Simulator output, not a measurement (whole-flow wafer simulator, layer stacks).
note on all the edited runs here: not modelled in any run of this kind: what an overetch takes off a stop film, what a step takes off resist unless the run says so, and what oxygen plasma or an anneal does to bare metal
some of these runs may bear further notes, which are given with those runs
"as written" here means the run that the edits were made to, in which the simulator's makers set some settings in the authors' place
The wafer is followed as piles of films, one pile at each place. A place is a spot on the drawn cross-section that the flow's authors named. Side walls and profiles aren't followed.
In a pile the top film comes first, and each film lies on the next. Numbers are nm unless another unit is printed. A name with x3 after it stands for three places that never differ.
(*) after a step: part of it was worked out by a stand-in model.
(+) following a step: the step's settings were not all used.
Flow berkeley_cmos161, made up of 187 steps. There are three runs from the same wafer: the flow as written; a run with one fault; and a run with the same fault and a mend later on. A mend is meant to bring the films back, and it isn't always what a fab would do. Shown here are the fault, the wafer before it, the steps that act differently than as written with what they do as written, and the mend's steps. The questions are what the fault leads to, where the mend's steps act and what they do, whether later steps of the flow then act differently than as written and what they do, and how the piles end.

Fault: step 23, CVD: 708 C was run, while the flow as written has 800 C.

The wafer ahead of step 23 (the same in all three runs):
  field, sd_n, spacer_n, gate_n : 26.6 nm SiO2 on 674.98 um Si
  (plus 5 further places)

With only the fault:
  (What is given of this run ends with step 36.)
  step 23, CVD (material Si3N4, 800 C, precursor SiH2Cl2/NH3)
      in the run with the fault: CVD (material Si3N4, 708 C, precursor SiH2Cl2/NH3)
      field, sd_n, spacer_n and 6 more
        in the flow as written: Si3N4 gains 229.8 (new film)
        in the run with the fault: Si3N4 gains 54.5 (new film)
  Later steps of the flow acting differently than as written (not shown: 1 more step that differs only slightly, by at most 2% or 0.5 nm, whichever is larger):
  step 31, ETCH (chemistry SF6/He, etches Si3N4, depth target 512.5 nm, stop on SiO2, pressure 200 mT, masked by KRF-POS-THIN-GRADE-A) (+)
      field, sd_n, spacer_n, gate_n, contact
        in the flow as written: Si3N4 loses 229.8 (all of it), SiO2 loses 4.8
        in the run with the fault: Si3N4 loses 54.5 (all of it), SiO2 loses 4.8
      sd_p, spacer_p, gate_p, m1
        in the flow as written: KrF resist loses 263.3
        in the run with the fault: KrF resist loses 72.8
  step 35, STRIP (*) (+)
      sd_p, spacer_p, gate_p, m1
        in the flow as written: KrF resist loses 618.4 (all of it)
        in the run with the fault: KrF resist loses 808.7 (all of it)
  Once step 36 is done, the piles at sd_p, spacer_p, gate_p, m1 depart from the flow's by more than 2% or 0.5 nm, whichever is larger.
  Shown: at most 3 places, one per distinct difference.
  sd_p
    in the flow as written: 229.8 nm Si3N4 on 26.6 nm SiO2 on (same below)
    in the run with the fault: 54.5 nm Si3N4 on 26.6 nm SiO2 on (same below)

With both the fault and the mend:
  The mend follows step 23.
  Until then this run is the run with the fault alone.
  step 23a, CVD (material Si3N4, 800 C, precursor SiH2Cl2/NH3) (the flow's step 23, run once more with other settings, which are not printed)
      field, sd_n, spacer_n and 6 more
        Si3N4 gains 175.3
  None of the later steps of the flow differs from how it acts as written, at any place that is followed, by more than 2% or 0.5 nm, whichever is larger.
  By the end, the piles equal the flow's at every place that both follow.
